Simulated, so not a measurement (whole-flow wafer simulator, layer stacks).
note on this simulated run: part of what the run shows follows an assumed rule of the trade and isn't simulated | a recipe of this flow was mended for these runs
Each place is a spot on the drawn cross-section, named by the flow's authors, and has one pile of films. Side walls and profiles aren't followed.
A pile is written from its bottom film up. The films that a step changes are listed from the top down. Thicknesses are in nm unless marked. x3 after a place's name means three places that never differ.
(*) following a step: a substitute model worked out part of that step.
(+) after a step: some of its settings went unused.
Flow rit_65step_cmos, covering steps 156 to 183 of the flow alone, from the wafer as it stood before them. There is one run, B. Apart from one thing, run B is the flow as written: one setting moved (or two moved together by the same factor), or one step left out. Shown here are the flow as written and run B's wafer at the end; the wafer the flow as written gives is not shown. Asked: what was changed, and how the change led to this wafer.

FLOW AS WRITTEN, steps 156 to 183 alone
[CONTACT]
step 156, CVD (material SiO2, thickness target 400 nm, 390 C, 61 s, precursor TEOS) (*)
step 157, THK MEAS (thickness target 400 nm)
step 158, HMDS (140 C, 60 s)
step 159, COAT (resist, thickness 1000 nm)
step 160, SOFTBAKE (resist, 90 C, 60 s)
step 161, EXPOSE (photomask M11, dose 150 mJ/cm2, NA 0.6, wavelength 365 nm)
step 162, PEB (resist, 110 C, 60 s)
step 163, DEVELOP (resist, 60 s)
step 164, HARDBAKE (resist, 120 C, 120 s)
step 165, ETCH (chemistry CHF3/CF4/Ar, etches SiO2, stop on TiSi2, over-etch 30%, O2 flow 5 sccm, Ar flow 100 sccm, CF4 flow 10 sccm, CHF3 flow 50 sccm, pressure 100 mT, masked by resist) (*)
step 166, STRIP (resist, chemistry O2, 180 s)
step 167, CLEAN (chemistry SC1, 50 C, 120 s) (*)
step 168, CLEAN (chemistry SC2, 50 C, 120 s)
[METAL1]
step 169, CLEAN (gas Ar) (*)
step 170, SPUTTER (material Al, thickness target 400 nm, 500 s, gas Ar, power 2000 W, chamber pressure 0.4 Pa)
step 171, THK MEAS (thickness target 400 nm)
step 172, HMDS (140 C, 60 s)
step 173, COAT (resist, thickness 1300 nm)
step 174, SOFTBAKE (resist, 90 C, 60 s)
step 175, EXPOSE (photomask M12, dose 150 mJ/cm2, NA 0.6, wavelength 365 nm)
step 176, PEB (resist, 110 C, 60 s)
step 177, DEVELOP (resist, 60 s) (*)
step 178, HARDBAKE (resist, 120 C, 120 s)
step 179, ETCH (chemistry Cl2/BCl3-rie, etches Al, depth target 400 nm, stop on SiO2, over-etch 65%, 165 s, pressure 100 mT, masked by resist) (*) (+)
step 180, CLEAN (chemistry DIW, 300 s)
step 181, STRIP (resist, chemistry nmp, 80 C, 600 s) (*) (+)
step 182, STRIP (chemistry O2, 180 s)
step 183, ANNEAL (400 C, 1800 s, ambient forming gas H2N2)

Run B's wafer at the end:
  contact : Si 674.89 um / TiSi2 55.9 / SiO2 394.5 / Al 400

The reason: step 165, ETCH: chemistry CHF3/CF4/Ar, etches SiO2, stop on TiSi2, over-etch 30%, O2 flow 5 sccm, Ar flow 100 sccm, CF4 flow 10 sccm, CHF3 flow 50 sccm, pressure 100 mT, masked by resist (*), was not run.

How this came from the change, step by step:
  step 166, STRIP (resist, chemistry O2, 180 s)
      active_n, active_p: -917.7 resist (all of it) (as written it would have been: -787.7 resist (all of it))
      field: -977 resist (all of it) (as written it would have been: -847 resist (all of it))
      (and at 10 other places as well)
  step 169, CLEAN (gas Ar) (*)
      contact: -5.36 SiO2 (as written it would have been: -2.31 TiSi2)
  step 170, SPUTTER (material Al, thickness target 400 nm, 500 s, gas Ar, power 2000 W, chamber pressure 0.4 Pa)
      contact: +400 Al (new film) (as written it would have been: +255.4 Al (new film))
  step 173, COAT (resist, thickness 1300 nm)
      contact: +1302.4 resist (new film) (as written it would have been: +1785.1 resist (new film))
      m1: +1301.6 resist (new film) (as written it would have been: +1256.4 resist (new film))
  step 176, PEB (resist, 110 C, 60 s)
      contact: -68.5 resist (as written it would have been: -95.5 resist)
      m1: -68.5 resist (as written it would have been: -66.1 resist)
  step 178, HARDBAKE (resist, 120 C, 120 s)
      contact: -43.7 resist (as written it would have been: -62.1 resist)
      m1: -43.6 resist (as written it would have been: -42.1 resist)
  step 181, STRIP (resist, chemistry nmp, 80 C, 600 s) (*) (+)
      contact: -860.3 resist (all of it) (as written it would have been: -1297.5 resist (all of it))
      m1: -859.5 resist (all of it) (as written it would have been: -818.2 resist (all of it))
